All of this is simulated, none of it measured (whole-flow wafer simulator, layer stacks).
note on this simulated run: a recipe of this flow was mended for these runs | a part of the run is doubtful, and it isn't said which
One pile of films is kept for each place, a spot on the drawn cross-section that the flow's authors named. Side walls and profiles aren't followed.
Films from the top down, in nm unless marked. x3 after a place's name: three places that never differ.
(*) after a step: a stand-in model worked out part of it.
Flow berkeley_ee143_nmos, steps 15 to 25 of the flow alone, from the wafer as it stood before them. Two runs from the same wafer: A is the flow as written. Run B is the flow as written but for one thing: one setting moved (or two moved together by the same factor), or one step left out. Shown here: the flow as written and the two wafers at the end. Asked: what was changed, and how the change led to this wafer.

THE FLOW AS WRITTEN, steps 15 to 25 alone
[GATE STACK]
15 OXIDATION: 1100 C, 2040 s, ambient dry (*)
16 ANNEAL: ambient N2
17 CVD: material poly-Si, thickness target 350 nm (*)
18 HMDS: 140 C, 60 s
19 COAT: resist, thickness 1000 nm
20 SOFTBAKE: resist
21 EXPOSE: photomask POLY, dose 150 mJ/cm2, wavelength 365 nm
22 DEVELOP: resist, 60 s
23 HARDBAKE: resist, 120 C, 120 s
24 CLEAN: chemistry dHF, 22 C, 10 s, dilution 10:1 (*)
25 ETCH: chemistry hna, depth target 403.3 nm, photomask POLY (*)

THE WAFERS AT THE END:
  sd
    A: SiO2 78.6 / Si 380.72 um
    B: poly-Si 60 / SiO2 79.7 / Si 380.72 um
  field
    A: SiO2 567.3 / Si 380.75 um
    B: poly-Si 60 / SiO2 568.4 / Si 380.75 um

The cause: step 25, ETCH: depth target 290 nm was run, where the flow has depth target 403.3 nm.

How the change led to this, step by step:
  25 ETCH: chemistry hna, depth target 403.3 nm, photomask POLY (*)
      sd, contact, field: A poly-Si -350 (all of it), SiO2 -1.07 | B poly-Si -290
